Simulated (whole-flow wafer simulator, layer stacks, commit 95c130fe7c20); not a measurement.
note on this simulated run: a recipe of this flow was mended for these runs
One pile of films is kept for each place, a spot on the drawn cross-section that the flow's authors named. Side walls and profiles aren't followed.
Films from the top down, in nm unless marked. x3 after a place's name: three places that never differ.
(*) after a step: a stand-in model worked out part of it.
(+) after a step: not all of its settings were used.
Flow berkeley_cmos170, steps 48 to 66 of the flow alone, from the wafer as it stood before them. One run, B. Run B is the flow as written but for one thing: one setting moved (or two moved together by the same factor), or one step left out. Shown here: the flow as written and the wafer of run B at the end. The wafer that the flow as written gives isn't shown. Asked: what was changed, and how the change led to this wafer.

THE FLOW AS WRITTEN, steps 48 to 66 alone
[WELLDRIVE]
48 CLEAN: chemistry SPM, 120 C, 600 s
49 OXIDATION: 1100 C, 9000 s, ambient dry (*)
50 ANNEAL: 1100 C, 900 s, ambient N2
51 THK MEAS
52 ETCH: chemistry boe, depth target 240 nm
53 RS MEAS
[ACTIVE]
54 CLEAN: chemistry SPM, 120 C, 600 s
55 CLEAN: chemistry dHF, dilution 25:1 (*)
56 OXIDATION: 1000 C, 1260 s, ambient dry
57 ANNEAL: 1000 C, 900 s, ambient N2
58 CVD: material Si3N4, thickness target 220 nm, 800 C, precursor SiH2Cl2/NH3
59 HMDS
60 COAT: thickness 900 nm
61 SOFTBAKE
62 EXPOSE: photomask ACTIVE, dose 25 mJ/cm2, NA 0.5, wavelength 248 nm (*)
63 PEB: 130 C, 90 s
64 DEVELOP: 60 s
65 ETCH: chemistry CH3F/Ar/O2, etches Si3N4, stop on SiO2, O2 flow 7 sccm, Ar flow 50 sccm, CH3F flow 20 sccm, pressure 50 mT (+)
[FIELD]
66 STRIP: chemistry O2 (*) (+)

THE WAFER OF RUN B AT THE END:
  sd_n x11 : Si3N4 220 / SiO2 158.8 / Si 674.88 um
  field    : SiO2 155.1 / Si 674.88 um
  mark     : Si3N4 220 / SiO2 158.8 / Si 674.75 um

The cause: step 52, ETCH: depth target 48 nm was run, where the flow has depth target 240 nm.

How the change led to this, step by step:
  52 ETCH: chemistry boe, depth target 240 nm
      field, mark, sd_n x11: SiO2 -48 (as written it would be: SiO2 -197.6 (all of it))
  54 CLEAN: chemistry SPM, 120 C, 600 s
      field, mark, sd_n x11: nothing (as written it would be: chemical SiO2 +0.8 (new film), Si -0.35)
  55 CLEAN: chemistry dHF, dilution 25:1 (*)
      field, mark, sd_n x11: nothing (as written it would be: chemical SiO2 -0.8 (all of it))
  56 OXIDATION: 1000 C, 1260 s, ambient dry
      field, mark, sd_n x11: SiO2 +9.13, Si -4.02 (as written it would be: SiO2 +26.6 (new film), Si -11.7)
